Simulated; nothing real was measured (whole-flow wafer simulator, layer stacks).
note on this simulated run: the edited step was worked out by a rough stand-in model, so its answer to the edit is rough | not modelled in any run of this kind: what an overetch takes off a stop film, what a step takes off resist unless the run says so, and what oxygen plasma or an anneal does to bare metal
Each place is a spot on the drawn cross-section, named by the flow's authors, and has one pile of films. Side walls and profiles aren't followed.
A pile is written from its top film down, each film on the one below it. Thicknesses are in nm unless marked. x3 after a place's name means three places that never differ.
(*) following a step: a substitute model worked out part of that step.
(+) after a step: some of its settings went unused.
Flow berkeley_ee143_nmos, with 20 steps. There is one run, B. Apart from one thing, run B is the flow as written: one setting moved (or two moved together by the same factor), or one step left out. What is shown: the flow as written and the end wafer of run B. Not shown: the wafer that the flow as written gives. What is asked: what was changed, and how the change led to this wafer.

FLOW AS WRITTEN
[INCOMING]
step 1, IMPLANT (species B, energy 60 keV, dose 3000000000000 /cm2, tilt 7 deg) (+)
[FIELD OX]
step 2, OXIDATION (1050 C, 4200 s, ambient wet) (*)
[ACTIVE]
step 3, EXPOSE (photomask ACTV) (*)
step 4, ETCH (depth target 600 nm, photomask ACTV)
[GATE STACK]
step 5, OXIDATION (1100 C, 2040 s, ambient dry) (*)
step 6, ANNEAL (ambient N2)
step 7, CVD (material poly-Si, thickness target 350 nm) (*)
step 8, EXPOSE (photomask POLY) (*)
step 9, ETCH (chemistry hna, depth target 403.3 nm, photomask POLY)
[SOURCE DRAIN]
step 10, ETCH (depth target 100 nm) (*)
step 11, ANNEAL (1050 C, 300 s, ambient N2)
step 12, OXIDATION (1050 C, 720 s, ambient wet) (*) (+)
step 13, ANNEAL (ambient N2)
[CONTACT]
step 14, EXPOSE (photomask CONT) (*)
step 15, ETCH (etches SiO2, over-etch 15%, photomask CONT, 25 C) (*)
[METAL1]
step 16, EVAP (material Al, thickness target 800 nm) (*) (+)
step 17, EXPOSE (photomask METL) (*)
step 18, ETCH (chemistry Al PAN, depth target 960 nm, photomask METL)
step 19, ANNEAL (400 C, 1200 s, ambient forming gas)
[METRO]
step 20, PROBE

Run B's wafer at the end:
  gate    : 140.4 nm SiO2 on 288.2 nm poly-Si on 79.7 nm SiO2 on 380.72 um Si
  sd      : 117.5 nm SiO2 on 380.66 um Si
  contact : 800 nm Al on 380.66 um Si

The reason: step 12, OXIDATION: 378 s was run, whereas the flow has 720 s.

The path from the change to this, step by step:
  step 12, OXIDATION (1050 C, 720 s, ambient wet) (*) (+)
      sd, contact: SiO2 gains 117.5 (new film), Si loses 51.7 (as written it would have been: SiO2 gains 189.4 (new film), Si loses 83.4)
      gate: SiO2 gains 140.4 (new film), poly-Si loses 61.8 (as written it would have been: SiO2 gains 217.6 (new film), poly-Si loses 95.7)
      (and at 1 other place as well)
  step 15, ETCH (etches SiO2, over-etch 15%, photomask CONT, 25 C) (*)
      contact: SiO2 loses 117.5 (all of it) (as written it would have been: SiO2 loses 189.4 (all of it))
